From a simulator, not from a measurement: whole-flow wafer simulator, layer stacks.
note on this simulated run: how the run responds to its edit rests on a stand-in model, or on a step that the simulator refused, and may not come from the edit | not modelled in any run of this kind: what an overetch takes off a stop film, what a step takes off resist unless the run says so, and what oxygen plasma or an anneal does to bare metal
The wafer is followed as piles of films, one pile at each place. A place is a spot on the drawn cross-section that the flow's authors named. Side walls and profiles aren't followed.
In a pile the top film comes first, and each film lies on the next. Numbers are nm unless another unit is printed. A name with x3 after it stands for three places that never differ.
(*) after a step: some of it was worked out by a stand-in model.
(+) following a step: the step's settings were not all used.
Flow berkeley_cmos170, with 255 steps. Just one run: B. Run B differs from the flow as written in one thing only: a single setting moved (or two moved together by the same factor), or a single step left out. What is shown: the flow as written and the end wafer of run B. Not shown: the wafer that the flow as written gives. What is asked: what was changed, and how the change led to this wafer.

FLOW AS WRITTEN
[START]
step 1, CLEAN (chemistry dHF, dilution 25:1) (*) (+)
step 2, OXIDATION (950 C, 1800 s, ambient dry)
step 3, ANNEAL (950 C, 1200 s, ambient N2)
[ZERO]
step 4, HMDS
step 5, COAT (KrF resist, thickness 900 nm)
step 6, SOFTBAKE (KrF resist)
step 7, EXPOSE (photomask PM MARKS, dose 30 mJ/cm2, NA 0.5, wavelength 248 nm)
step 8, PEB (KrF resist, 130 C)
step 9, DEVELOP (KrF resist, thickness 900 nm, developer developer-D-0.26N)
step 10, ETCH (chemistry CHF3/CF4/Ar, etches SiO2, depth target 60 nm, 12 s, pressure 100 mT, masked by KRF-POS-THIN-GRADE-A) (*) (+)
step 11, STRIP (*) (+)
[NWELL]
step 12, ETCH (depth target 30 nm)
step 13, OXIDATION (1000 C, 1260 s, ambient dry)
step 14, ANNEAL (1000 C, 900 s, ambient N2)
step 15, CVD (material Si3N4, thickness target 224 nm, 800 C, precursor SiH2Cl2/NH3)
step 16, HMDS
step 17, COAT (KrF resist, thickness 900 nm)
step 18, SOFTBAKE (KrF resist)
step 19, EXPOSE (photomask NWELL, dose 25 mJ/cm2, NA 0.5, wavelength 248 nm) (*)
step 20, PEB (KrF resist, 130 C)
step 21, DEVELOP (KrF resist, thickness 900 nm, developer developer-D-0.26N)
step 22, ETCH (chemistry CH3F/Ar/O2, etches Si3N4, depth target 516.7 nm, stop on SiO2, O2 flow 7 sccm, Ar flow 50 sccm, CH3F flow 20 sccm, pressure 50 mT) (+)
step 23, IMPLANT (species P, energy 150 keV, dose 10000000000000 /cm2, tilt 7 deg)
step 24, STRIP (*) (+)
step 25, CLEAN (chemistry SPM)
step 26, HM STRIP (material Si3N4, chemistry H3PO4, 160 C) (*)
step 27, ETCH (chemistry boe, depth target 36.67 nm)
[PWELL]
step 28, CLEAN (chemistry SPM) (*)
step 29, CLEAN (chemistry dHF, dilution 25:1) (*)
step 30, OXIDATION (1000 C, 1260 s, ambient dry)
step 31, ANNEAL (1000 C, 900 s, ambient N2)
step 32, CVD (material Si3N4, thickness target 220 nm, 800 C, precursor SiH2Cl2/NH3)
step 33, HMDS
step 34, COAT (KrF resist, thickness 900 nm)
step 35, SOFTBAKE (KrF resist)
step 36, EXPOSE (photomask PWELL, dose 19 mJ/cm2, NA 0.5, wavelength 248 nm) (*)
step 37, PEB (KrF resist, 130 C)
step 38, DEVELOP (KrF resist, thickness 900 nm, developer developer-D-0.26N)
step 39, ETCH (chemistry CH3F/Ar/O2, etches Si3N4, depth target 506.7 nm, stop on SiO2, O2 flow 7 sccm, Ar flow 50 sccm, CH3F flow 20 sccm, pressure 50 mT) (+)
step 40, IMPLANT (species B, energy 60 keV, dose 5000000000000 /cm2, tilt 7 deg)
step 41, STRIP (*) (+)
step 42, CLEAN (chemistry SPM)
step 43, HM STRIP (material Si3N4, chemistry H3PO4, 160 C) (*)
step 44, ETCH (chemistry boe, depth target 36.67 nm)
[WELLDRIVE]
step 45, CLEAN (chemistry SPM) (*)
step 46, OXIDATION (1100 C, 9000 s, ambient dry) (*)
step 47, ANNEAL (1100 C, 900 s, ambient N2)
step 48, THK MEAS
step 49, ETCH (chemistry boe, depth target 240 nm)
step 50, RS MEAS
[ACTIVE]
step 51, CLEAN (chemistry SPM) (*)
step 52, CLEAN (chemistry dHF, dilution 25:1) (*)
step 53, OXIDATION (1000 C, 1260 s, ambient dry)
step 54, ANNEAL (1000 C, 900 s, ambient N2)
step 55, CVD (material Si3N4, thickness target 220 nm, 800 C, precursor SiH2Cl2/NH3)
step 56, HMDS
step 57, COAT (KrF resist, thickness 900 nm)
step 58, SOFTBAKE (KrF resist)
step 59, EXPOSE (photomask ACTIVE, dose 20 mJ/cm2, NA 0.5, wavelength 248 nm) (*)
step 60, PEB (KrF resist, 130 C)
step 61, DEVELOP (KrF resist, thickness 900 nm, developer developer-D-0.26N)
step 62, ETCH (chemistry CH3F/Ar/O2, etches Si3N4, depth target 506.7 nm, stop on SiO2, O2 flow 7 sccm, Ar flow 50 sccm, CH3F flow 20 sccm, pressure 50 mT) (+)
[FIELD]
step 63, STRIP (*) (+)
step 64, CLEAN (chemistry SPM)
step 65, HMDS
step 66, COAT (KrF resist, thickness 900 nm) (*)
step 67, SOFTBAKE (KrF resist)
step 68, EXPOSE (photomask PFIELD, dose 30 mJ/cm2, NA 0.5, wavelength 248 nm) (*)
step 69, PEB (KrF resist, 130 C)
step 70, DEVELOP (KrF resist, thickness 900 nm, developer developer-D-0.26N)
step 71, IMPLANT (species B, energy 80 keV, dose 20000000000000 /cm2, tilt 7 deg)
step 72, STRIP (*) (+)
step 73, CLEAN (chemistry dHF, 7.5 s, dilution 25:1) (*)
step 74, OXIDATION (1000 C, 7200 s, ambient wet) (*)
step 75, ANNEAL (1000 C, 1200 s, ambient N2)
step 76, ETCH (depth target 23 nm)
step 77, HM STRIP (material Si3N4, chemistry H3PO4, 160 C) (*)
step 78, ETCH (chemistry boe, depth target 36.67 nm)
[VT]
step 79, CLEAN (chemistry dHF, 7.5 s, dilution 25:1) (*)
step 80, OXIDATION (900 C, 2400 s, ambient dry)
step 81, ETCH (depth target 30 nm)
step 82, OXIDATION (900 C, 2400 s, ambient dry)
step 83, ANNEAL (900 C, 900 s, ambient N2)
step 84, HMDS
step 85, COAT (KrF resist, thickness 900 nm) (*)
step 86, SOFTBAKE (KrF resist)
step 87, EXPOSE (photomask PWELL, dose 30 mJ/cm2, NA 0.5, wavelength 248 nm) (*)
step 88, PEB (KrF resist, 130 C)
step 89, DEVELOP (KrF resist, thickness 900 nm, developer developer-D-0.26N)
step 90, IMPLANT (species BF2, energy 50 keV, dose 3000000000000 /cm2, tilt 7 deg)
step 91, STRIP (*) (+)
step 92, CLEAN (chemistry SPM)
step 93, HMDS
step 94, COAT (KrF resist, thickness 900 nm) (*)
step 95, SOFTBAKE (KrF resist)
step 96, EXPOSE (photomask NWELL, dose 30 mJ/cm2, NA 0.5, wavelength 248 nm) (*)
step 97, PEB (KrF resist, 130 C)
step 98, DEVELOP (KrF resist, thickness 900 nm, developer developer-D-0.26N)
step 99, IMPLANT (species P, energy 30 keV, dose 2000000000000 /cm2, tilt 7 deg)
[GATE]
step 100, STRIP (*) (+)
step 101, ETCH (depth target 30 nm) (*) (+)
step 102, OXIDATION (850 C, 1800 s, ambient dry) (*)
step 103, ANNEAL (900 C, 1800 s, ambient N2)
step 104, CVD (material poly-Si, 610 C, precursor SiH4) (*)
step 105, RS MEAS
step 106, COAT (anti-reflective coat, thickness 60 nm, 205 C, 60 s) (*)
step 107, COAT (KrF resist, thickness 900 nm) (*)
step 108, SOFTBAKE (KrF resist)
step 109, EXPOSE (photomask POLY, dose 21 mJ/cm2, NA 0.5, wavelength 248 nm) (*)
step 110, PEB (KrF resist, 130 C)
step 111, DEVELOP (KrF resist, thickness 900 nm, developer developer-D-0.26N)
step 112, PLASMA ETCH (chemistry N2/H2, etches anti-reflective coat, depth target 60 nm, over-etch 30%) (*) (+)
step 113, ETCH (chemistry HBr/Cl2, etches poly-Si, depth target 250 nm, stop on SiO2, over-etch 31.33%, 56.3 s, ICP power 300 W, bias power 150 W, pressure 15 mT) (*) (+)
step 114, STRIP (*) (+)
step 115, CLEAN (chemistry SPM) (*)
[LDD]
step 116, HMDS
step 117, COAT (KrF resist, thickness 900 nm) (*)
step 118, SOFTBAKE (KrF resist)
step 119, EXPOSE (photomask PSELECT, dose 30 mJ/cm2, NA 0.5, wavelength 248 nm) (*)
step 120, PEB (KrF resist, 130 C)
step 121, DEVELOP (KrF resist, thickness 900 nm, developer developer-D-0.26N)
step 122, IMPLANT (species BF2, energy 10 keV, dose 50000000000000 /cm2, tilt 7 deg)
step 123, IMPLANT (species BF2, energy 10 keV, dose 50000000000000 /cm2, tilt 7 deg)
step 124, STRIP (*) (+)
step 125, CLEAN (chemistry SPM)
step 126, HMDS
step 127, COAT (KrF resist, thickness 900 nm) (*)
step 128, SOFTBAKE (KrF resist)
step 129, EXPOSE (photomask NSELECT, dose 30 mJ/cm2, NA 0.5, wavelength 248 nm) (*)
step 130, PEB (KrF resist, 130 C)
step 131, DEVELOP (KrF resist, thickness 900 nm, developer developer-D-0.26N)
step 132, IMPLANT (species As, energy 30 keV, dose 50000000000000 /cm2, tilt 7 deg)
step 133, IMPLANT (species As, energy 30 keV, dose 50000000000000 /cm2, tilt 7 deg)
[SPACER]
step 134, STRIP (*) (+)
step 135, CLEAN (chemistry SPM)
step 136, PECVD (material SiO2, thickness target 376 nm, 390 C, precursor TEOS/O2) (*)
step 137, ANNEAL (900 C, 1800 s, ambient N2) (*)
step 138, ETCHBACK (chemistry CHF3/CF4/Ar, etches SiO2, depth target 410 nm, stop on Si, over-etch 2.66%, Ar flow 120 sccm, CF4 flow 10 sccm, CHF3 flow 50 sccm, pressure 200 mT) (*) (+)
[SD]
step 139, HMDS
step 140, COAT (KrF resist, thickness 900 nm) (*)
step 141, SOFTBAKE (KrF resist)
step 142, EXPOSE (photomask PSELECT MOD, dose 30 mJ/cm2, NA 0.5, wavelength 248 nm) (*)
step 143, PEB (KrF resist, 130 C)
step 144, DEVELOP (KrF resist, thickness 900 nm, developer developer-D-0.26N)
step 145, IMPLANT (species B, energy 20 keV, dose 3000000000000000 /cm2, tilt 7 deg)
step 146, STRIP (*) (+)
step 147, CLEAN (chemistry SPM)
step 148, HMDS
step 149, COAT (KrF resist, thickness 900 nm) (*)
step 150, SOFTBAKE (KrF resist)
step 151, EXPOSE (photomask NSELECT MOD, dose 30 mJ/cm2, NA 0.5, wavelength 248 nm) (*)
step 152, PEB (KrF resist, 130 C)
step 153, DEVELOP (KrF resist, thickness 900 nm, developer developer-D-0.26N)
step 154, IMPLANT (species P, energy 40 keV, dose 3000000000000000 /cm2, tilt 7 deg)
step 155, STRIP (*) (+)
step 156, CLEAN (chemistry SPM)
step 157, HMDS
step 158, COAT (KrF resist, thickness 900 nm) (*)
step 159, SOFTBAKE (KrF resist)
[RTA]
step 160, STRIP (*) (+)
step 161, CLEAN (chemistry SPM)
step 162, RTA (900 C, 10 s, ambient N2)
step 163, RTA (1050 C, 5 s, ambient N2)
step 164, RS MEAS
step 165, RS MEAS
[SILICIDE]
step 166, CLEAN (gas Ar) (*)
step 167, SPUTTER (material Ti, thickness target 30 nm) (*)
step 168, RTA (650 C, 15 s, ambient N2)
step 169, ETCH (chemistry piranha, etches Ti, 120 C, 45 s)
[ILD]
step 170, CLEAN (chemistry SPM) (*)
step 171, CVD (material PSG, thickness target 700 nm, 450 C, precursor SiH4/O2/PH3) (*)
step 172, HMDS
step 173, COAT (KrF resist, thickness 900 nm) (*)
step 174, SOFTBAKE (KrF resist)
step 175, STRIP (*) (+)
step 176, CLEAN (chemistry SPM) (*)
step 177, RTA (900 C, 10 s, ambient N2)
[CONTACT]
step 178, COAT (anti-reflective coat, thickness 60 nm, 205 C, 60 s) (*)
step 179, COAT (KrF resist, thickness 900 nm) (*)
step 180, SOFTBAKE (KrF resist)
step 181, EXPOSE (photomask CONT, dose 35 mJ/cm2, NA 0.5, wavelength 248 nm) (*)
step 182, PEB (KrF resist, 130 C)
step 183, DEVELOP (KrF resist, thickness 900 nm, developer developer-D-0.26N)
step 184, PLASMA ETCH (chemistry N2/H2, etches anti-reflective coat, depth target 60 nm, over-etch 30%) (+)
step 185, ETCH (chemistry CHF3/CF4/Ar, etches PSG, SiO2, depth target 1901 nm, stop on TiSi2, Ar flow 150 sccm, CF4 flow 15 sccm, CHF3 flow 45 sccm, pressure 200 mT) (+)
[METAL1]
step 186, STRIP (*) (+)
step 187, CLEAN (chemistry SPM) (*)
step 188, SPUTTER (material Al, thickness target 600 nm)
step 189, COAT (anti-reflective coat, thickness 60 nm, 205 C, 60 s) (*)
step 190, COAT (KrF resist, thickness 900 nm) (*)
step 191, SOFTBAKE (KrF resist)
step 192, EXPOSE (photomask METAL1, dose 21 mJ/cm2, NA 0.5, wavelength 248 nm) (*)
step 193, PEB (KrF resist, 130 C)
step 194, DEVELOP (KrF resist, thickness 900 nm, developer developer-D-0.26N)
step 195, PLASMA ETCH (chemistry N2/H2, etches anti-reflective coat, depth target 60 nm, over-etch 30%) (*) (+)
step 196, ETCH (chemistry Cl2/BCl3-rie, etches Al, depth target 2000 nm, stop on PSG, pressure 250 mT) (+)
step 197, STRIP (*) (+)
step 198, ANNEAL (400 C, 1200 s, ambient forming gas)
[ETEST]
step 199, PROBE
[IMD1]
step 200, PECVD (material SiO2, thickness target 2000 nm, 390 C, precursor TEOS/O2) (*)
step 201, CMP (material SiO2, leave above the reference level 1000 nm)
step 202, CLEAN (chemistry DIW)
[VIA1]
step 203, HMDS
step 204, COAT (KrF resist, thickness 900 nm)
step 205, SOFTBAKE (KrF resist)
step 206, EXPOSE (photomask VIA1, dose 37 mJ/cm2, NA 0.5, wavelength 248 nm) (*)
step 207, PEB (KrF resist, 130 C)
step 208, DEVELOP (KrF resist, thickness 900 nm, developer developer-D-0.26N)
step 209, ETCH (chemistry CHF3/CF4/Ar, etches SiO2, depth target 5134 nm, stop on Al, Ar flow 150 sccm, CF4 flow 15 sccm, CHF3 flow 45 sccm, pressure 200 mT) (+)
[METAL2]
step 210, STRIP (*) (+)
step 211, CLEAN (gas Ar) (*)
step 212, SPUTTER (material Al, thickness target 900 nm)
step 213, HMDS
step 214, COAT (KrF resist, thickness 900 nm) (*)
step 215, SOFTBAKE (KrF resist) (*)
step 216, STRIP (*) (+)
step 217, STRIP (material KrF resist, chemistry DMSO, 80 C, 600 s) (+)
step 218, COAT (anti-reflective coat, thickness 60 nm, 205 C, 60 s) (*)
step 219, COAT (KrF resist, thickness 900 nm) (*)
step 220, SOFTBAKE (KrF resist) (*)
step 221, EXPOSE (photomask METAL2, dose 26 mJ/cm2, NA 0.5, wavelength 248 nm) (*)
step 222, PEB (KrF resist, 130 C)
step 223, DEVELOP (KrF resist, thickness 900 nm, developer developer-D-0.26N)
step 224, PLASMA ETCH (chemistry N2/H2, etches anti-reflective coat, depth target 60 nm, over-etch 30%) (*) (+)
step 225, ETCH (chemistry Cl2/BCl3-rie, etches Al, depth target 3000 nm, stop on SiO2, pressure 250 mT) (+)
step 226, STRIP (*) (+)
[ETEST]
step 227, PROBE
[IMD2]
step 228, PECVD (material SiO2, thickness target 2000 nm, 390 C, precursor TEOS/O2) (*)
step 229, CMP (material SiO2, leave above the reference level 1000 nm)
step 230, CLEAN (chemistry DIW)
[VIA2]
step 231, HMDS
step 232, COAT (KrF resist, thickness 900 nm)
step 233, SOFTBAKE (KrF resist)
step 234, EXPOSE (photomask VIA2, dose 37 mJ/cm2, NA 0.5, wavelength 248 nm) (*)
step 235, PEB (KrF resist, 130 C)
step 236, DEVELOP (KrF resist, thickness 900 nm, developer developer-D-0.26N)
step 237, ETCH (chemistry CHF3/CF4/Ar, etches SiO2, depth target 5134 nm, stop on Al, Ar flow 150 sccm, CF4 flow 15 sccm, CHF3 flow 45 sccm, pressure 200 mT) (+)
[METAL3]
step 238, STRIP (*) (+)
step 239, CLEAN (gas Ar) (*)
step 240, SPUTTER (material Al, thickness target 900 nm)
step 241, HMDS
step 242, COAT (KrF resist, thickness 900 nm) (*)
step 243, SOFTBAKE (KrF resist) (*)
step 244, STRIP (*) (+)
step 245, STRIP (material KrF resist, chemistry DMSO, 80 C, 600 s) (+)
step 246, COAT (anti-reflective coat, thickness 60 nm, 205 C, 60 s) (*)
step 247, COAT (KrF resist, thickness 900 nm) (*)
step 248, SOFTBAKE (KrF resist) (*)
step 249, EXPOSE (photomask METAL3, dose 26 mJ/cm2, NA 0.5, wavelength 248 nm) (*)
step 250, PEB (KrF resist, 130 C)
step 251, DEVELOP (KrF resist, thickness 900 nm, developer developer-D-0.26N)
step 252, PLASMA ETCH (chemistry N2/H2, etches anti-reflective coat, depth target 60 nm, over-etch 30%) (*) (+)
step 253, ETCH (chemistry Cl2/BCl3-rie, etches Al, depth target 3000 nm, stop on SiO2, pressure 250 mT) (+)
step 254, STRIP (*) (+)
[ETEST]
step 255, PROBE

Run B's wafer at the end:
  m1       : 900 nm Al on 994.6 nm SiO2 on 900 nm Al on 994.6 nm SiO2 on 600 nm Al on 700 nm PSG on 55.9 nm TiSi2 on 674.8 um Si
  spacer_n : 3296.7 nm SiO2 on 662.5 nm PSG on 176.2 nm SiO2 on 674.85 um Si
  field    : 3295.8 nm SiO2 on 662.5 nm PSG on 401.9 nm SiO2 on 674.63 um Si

Cause: step 78, ETCH: depth target 15.22 nm was run, while the flow as written has depth target 36.67 nm.

The path from the change to this, step by step:
  step 78, ETCH (chemistry boe, depth target 36.67 nm)
      sd_n, spacer_n, gate_n and 8 more: -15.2 SiO2 (as written it would have been: -24.6 SiO2 (all of it))
      field: -15.2 SiO2 (as written it would have been: -36.7 SiO2)
  step 79, CLEAN (chemistry dHF, 7.5 s, dilution 25:1) (*)
      sd_n, spacer_n, gate_n and 8 more: -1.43 SiO2 (as written it would have been: nothing)
  step 80, OXIDATION (900 C, 2400 s, ambient dry)
      spacer_n, gate_n, spacer_p and 6 more: +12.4 SiO2, -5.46 Si (as written it would have been: +14.9 SiO2 (new film), -6.57 Si)
      sd_n, sd_p: +12.4 SiO2, -5.45 Si (as written it would have been: +14.9 SiO2 (new film), -6.57 Si)
  step 81, ETCH (depth target 30 nm)
      spacer_n, gate_n, spacer_p and 6 more: -20.3 SiO2 (all of it) (as written it would have been: -14.9 SiO2 (all of it))
      sd_n, sd_p: -20.4 SiO2 (all of it) (as written it would have been: -14.9 SiO2 (all of it))
  step 106, COAT (anti-reflective coat, thickness 60 nm, 205 C, 60 s) (*)
      field: +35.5 anti-reflective coat (new film) (as written it would have been: +34.7 anti-reflective coat (new film))
      sd_n: +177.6 anti-reflective coat (new film) (as written it would have been: +158.6 anti-reflective coat (new film))
      (as well as at 8 more places)
  step 112, PLASMA ETCH (chemistry N2/H2, etches anti-reflective coat, depth target 60 nm, over-etch 30%) (*) (+)
      field: -35.5 anti-reflective coat (all of it), -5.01 poly-Si (as written it would have been: -34.7 anti-reflective coat (all of it), -4.4 poly-Si)
      sd_n: -177.6 anti-reflective coat (all of it), -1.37 poly-Si (as written it would have been: -158.6 anti-reflective coat (all of it), -1.22 poly-Si)
      (as well as at 8 more places)
  step 114, STRIP (*) (+)
      gate_n: +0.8 chemical SiO2 (new film), -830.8 KrF resist (all of it), -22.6 anti-reflective coat (all of it), -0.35 poly-Si (as written it would have been: +0.8 chemical SiO2 (new film), -812.6 KrF resist (all of it), -27.3 anti-reflective coat (all of it), -0.35 poly-Si)
      gate_p: +0.8 chemical SiO2 (new film), -792.2 KrF resist (all of it), -27.2 anti-reflective coat (all of it), -0.35 poly-Si (as written it would have been: +0.8 chemical SiO2 (new film), -782.1 KrF resist (all of it), -29.6 anti-reflective coat (all of it), -0.35 poly-Si)
  step 178, COAT (anti-reflective coat, thickness 60 nm, 205 C, 60 s) (*)
      sd_n: +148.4 anti-reflective coat (new film) (as written it would have been: +135.1 anti-reflective coat (new film))
      gate_n: +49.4 anti-reflective coat (new film) (as written it would have been: +48.3 anti-reflective coat (new film))
      (as well as at 3 more places)
  step 184, PLASMA ETCH (chemistry N2/H2, etches anti-reflective coat, depth target 60 nm, over-etch 30%) (+)
      field, sd_n, spacer_n and 8 more: -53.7 KrF resist (as written it would have been: -52.6 KrF resist)
      contact: -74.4 anti-reflective coat (all of it), -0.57 PSG (as written it would have been: -72.8 anti-reflective coat (all of it), -0.56 PSG)
  step 186, STRIP (*) (+)
      sd_n: -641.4 KrF resist (all of it), -148.4 anti-reflective coat (all of it) (as written it would have been: -643.8 KrF resist (all of it), -135.1 anti-reflective coat (all of it))
      gate_n: -562.9 KrF resist (all of it), -49.4 anti-reflective coat (all of it) (as written it would have been: -553.1 KrF resist (all of it), -48.3 anti-reflective coat (all of it))
      (as well as at 2 more places)
  step 189, COAT (anti-reflective coat, thickness 60 nm, 205 C, 60 s) (*)
      gate_n: +49.5 anti-reflective coat (new film) (as written it would have been: +48 anti-reflective coat (new film))
      sd_p: +89.6 anti-reflective coat (new film) (as written it would have been: +86.5 anti-reflective coat (new film))
      (as well as at 3 more places)
  step 195, PLASMA ETCH (chemistry N2/H2, etches anti-reflective coat, depth target 60 nm, over-etch 30%) (*) (+)
      contact, m1, via1, m2, via2: -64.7 KrF resist (as written it would have been: -62.5 KrF resist)
      gate_n: -49.5 anti-reflective coat (all of it) (as written it would have been: -48 anti-reflective coat (all of it))
      (as well as at 2 more places)
  step 196, ETCH (chemistry Cl2/BCl3-rie, etches Al, depth target 2000 nm, stop on PSG, pressure 250 mT) (+)
      sd_p: -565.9 Al (all of it), -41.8 PSG (as written it would have been: -573.8 Al (all of it), -40.8 PSG)
  step 197, STRIP (*) (+)
      m1: -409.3 KrF resist (all of it), -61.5 anti-reflective coat (all of it) (as written it would have been: -404.7 KrF resist (all of it), -63 anti-reflective coat (all of it))
      m2: -419.2 KrF resist (all of it), -58.4 anti-reflective coat (all of it) (as written it would have been: -412.9 KrF resist (all of it), -61.1 anti-reflective coat (all of it))
  step 201, CMP (material SiO2, leave above the reference level 1000 nm)
      field: -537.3 SiO2 (as written it would have been: -517 SiO2)
